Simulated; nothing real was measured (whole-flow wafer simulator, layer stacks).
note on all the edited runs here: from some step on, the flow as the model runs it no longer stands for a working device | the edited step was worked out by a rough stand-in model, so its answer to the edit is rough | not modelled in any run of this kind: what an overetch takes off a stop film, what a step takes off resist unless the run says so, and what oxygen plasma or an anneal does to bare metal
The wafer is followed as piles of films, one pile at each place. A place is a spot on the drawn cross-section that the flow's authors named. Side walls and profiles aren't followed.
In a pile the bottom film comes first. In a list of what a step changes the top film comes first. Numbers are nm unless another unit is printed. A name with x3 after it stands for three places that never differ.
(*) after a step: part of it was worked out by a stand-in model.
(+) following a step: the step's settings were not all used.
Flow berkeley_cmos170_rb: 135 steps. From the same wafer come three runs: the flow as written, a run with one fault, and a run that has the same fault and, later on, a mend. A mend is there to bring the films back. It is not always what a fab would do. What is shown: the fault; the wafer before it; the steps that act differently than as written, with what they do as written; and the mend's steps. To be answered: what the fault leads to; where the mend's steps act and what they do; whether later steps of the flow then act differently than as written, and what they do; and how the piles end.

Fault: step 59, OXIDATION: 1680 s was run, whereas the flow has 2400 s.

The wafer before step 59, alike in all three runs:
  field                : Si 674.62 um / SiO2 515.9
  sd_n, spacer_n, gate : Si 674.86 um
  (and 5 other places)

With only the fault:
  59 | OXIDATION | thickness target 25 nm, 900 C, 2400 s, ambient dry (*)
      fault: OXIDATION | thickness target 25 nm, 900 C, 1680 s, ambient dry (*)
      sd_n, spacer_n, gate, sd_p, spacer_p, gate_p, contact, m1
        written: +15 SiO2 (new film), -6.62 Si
        fault: +12 SiO2 (new film), -5.28 Si
  Steps later in the flow that act otherwise than as written (not shown: 30 more steps that differ only slightly, by at most 2% or 0.5 nm, whichever is larger):
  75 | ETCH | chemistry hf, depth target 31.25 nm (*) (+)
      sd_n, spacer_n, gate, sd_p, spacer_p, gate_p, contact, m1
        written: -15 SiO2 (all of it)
        fault: -12 SiO2 (all of it)
  When the end is reached, the piles differ only a little from the flow's at the places that both follow, at most by 2% or 0.5 nm, whichever is larger.

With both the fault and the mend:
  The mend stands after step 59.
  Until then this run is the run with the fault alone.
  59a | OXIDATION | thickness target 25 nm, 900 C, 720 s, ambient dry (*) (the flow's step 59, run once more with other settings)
      sd_n, spacer_n, gate, sd_p, spacer_p, gate_p, contact, m1
        +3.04 SiO2, -1.34 Si
      field
        +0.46 SiO2, -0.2 Si
  None of the later steps of the flow acts differently than as written at any place that is followed.
  By the end, the piles equal the flow's at every place that both follow.
